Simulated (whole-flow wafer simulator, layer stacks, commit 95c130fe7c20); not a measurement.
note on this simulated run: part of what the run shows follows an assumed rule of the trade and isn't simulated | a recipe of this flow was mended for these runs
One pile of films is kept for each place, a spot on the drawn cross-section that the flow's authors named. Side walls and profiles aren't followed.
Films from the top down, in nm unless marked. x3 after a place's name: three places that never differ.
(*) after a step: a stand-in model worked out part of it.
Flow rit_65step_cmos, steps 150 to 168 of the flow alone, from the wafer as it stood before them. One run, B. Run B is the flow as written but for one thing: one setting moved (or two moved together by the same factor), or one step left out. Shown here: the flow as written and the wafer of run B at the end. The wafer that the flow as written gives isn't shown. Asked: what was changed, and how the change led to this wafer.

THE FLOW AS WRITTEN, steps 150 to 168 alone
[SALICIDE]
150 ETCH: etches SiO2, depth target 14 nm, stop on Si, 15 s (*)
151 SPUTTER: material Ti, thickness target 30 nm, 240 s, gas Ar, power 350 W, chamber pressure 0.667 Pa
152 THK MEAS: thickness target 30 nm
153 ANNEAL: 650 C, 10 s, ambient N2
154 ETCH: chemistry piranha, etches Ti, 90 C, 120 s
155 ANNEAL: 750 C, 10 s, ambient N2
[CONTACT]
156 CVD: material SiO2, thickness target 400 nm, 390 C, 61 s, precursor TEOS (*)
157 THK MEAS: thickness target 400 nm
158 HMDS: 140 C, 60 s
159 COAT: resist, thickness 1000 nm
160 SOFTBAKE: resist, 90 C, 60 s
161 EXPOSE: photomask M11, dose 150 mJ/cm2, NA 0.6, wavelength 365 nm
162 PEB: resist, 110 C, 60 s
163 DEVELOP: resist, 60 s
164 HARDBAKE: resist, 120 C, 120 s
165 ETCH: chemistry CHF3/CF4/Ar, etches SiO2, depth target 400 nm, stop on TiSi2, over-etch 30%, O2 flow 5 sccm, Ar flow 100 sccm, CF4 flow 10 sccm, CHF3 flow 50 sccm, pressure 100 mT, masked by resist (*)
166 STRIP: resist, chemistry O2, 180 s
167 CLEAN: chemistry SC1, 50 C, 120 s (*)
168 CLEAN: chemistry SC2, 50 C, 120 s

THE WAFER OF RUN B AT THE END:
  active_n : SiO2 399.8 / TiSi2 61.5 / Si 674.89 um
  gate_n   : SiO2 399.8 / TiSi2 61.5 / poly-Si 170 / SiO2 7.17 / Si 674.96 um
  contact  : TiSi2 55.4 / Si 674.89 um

The cause: step 151, SPUTTER: thickness target 33 nm was run, where the flow has thickness target 30 nm; step 151, SPUTTER: 262 s was run, where the flow has 240 s.

How the change led to this, step by step:
  151 SPUTTER: material Ti, thickness target 30 nm, 240 s, gas Ar, power 350 W, chamber pressure 0.667 Pa
      field, field_pw, field_nw and 11 more: Ti +33 (new film) (as written it would be: Ti +30 (new film))
  153 ANNEAL: 650 C, 10 s, ambient N2
      active_n, active_p, sd_n, sd_p, contact, m1: Ti -25.7, TiSi first +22 (new film), TiSi2 C49 +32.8 (new film), Si -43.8 (as written it would be: Ti -23.4, TiSi first +15 (new film), TiSi2 C49 +37.2 (new film), Si -43.1)
      gate_n, gate_p: Ti -25.7, TiSi first +22 (new film), TiSi2 C49 +32.8 (new film), poly-Si -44 (as written it would be: Ti -23.4, TiSi first +15 (new film), TiSi2 C49 +37.2 (new film), poly-Si -43.3)
  154 ETCH: chemistry piranha, etches Ti, 90 C, 120 s
      active_n, active_p, gate_n, gate_p, sd_n, sd_p, contact, m1: Ti -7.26 (all of it), TiSi first -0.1 (as written it would be: Ti -6.6 (all of it), TiSi first -0.1)
      field, field_pw, field_nw, field_p, spacer, spacer_p: Ti -33 (all of it) (as written it would be: Ti -30 (all of it))
  155 ANNEAL: 750 C, 10 s, ambient N2
      active_n, active_p, sd_n, sd_p, contact, m1: TiSi2 +61.5 (new film), TiSi first -21.9 (all of it), TiSi2 C49 -32.8 (all of it), Si -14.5 (as written it would be: TiSi2 +55.9 (new film), TiSi first -14.9 (all of it), TiSi2 C49 -37.2 (all of it), Si -9.91)
      gate_n, gate_p: TiSi2 +61.5 (new film), TiSi first -21.9 (all of it), TiSi2 C49 -32.8 (all of it), poly-Si -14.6 (as written it would be: TiSi2 +55.9 (new film), TiSi first -14.9 (all of it), TiSi2 C49 -37.2 (all of it), poly-Si -9.95)
